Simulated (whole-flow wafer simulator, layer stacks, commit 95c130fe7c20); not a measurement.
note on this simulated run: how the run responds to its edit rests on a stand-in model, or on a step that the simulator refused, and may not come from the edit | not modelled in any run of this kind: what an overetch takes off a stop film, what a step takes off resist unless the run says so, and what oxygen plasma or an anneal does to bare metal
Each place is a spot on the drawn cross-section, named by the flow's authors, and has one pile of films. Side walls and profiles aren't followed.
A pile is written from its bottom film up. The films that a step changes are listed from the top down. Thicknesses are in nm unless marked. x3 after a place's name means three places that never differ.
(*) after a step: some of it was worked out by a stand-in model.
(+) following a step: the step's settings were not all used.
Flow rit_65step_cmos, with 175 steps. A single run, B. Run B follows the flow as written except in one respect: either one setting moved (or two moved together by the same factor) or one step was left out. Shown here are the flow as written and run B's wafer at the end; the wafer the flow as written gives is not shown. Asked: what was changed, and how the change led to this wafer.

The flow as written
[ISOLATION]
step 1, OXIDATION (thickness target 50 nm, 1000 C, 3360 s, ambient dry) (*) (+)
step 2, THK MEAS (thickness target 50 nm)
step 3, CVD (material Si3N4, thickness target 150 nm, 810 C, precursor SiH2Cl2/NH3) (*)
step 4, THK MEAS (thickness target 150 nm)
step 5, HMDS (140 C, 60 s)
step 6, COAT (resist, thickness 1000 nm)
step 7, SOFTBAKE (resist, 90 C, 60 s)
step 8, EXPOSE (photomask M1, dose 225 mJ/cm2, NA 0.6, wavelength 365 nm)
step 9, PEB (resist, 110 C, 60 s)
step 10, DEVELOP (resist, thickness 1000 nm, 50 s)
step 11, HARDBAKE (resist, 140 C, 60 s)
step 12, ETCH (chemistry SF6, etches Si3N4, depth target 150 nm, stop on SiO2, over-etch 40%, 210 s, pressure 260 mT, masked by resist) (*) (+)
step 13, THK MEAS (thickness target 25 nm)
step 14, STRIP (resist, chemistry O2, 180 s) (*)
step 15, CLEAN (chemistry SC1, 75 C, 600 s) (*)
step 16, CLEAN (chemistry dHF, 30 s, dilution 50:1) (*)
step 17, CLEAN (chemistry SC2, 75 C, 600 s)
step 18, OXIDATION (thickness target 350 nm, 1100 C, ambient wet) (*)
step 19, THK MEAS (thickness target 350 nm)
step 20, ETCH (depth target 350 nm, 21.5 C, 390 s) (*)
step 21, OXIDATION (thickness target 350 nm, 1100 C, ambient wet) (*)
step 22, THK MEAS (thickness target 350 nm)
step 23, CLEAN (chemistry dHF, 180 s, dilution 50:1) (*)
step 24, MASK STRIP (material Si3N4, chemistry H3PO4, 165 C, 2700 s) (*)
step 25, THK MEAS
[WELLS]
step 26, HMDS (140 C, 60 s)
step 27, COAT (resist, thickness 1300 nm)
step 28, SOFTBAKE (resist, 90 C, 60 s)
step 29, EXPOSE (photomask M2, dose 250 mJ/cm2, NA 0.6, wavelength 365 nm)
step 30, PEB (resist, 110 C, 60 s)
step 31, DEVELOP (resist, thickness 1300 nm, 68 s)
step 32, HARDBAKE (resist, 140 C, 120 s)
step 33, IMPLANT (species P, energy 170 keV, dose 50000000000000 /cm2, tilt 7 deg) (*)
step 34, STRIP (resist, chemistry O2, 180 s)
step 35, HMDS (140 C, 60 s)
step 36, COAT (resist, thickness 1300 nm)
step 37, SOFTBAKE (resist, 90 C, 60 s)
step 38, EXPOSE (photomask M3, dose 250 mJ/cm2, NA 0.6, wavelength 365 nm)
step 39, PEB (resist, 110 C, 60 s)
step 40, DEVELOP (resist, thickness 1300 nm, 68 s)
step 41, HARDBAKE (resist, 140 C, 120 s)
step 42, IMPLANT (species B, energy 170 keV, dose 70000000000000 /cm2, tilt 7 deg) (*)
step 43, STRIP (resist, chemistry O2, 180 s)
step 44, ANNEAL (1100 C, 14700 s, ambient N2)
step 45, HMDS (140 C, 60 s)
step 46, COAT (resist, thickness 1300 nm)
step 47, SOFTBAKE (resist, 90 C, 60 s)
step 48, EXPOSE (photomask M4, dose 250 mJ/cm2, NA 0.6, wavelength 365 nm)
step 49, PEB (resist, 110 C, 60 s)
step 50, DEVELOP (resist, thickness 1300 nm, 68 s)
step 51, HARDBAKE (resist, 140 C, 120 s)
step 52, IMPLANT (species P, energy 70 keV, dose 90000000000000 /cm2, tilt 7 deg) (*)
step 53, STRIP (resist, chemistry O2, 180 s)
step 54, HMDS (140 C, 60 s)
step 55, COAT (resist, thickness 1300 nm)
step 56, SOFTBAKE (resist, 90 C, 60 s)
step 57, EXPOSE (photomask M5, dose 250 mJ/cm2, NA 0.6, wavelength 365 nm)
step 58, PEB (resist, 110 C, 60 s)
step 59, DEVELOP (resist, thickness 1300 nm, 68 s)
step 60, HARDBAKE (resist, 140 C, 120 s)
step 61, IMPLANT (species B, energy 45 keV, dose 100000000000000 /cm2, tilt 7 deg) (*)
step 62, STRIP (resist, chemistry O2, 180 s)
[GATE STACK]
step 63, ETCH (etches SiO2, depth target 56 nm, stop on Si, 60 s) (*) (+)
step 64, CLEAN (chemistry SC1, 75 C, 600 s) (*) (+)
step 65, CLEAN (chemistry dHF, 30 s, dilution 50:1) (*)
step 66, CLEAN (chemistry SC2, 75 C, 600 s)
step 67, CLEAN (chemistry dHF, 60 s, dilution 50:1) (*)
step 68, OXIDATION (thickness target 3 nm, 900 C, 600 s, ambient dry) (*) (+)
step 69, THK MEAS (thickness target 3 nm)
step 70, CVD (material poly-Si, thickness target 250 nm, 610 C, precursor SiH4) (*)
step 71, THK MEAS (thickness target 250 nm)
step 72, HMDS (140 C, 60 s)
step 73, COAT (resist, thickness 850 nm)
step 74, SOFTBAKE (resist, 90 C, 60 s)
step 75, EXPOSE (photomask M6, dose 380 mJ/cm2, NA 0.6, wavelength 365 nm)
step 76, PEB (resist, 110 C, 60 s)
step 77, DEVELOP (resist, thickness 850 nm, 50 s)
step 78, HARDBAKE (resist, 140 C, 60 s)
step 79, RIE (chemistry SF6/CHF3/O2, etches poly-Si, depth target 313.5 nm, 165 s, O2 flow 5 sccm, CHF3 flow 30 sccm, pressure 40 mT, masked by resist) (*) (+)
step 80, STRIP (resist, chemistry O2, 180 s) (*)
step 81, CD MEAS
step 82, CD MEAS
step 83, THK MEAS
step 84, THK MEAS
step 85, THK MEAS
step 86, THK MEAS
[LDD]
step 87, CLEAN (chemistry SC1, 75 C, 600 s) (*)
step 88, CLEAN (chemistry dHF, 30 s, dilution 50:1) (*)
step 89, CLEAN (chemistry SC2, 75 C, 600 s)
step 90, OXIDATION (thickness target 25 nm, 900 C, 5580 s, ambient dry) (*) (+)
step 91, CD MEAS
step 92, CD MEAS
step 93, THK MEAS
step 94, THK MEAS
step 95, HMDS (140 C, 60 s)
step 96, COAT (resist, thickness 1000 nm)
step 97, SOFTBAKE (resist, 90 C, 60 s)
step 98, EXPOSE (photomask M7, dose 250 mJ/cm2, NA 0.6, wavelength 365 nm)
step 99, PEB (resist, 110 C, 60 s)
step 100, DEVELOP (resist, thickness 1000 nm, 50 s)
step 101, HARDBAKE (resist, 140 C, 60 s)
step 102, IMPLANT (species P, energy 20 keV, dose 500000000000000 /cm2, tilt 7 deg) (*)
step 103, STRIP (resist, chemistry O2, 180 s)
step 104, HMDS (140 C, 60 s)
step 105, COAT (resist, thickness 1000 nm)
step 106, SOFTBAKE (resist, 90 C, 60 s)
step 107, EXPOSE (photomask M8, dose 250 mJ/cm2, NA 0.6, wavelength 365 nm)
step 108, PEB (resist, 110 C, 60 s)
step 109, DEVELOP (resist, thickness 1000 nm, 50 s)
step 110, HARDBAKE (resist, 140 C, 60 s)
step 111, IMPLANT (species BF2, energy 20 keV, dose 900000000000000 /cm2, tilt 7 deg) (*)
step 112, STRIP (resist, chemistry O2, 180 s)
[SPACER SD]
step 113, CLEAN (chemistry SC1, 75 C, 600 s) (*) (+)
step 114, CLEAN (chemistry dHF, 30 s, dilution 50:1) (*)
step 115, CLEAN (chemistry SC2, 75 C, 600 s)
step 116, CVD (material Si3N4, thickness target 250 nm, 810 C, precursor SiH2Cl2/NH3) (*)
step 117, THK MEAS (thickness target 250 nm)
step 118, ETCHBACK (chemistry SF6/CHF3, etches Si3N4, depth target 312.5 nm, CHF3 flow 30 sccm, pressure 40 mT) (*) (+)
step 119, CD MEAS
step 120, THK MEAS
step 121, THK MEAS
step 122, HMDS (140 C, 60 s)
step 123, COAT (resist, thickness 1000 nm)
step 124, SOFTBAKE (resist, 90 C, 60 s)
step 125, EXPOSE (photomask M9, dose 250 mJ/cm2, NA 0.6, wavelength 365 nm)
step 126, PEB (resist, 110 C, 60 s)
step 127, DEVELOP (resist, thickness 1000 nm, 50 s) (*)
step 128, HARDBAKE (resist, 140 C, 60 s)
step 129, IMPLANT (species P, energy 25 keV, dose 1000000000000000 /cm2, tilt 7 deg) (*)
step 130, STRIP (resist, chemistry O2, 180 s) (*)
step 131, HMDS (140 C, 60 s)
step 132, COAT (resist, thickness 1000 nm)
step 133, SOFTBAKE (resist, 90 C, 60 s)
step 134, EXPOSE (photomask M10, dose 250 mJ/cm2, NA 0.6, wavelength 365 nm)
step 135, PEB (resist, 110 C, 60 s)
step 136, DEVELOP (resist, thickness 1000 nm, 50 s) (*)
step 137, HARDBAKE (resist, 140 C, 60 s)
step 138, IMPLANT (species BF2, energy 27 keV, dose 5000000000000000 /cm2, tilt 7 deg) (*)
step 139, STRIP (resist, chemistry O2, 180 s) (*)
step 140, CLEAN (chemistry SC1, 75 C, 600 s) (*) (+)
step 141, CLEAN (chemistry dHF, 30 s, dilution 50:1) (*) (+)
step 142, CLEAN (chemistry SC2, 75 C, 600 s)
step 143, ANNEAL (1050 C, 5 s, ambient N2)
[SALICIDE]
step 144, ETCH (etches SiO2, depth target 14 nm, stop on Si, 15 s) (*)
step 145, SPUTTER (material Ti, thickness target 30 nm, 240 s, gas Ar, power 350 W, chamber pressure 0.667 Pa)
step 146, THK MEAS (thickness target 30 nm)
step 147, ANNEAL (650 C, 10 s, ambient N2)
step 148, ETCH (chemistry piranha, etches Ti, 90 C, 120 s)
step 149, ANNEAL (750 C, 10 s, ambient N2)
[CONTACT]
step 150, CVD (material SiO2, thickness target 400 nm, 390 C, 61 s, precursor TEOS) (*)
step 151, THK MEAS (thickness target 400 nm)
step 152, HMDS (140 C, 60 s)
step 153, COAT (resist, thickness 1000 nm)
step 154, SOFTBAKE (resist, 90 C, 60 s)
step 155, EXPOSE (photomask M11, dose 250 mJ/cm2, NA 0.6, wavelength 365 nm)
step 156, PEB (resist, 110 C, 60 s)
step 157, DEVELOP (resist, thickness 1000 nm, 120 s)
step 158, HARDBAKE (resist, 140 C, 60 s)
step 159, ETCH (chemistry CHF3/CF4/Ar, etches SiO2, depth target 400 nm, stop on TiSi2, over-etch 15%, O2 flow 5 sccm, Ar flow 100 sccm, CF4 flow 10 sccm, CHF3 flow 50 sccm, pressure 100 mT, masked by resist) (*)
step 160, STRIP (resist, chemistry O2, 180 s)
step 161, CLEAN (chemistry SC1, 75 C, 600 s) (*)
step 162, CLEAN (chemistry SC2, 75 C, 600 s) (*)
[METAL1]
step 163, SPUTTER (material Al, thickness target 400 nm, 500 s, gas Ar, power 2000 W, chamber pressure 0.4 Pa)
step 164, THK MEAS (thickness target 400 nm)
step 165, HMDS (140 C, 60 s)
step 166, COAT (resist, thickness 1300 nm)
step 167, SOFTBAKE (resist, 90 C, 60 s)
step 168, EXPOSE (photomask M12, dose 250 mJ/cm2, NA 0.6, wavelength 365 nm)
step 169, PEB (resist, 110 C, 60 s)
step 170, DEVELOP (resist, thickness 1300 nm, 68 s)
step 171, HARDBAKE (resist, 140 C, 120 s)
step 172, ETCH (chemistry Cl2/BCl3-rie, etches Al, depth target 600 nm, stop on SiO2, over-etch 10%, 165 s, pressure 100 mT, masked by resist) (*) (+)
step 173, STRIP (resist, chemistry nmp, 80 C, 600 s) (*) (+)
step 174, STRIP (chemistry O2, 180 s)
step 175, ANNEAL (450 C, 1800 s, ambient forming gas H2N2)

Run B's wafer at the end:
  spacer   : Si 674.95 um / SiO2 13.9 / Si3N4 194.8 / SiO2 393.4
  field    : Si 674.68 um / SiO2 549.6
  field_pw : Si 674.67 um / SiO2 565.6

What caused this: step 163, SPUTTER: 800 s was run, while the flow as written has 500 s.

Step by step, how the change led to this:
  step 163, SPUTTER (material Al, thickness target 400 nm, 500 s, gas Ar, power 2000 W, chamber pressure 0.4 Pa)
      field, field_pw, field_p, spacer, spacer_p: Al gains 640 (new film) (in the flow as written it would be: Al gains 400 (new film))
      gate_n, gate_p: Al gains 572.3 (new film) (in the flow as written it would be: Al gains 396 (new film))
      (as well as at 1 more place)
  step 166, COAT (resist, thickness 1300 nm)
      gate_n: resist gains 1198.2 (new film) (in the flow as written it would be: resist gains 1131.7 (new film))
      gate_p: resist gains 1201.4 (new film) (in the flow as written it would be: resist gains 1135.6 (new film))
  step 169, PEB (resist, 110 C, 60 s)
      gate_n: resist loses 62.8 (in the flow as written it would be: resist loses 59.1)
      gate_p: resist loses 62.9 (in the flow as written it would be: resist loses 59.3)
  step 170, DEVELOP (resist, thickness 1300 nm, 68 s)
      gate_n: resist loses 1135.4 (all of it) (in the flow as written it would be: resist loses 1072.6 (all of it))
      gate_p: resist loses 1138.5 (all of it) (in the flow as written it would be: resist loses 1076.3 (all of it))
  step 172, ETCH (chemistry Cl2/BCl3-rie, etches Al, depth target 600 nm, stop on SiO2, over-etch 10%, 165 s, pressure 100 mT, masked by resist) (*) (+)
      field, field_pw, field_p, spacer, spacer_p: Al loses 640 (all of it), SiO2 loses 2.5 (in the flow as written it would be: Al loses 400 (all of it), SiO2 loses 32.5)
      gate_n, gate_p: Al loses 572.3 (all of it), SiO2 loses 11 (in the flow as written it would be: Al loses 396 (all of it), SiO2 loses 33)
      (as well as at 1 more place)
